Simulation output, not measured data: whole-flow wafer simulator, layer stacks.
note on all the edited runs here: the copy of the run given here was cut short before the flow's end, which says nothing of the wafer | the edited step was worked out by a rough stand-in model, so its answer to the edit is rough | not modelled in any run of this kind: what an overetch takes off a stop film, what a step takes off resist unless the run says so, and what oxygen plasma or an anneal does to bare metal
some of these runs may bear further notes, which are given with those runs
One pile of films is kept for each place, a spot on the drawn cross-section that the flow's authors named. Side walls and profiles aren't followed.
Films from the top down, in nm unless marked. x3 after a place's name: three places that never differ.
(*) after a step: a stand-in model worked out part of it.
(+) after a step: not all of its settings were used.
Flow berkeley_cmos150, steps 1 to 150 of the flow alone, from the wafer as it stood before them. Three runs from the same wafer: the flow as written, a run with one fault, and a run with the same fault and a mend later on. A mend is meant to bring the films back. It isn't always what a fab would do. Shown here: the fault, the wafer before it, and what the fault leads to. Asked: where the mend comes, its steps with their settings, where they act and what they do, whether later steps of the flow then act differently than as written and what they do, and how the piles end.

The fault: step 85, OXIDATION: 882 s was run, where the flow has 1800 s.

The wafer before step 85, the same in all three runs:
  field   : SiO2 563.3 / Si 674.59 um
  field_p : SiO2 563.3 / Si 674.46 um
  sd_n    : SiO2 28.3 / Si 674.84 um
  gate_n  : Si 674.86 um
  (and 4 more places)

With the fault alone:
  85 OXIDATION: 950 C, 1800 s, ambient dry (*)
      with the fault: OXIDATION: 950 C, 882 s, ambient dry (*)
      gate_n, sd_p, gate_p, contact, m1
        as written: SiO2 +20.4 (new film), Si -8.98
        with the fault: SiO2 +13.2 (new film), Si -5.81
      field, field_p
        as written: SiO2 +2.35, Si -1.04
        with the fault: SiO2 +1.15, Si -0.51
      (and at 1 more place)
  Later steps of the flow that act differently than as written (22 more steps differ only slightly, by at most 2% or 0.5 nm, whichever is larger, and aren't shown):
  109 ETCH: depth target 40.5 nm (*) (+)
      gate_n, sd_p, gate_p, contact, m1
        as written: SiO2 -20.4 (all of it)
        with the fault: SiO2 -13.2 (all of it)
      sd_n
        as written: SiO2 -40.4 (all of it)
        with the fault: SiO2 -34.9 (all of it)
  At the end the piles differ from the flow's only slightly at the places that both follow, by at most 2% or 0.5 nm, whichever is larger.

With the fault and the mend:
  The mend comes after step 87.
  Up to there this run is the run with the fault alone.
  87a OXIDATION: 950 C, 810 s, ambient dry (*) (the flow's step 85 once more, with other settings)
      gate_n, sd_p, gate_p, contact, m1
        SiO2 +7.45, Si -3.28
      field, field_p
        SiO2 +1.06, Si -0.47
      sd_n
        SiO2 +5.2, Si -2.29
  No later step of the flow acts differently than as written, at any place that is followed, by more than 2% or 0.5 nm, whichever is larger.
  At the end the piles differ from the flow's only slightly at the places that both follow, by at most 2% or 0.5 nm, whichever is larger.
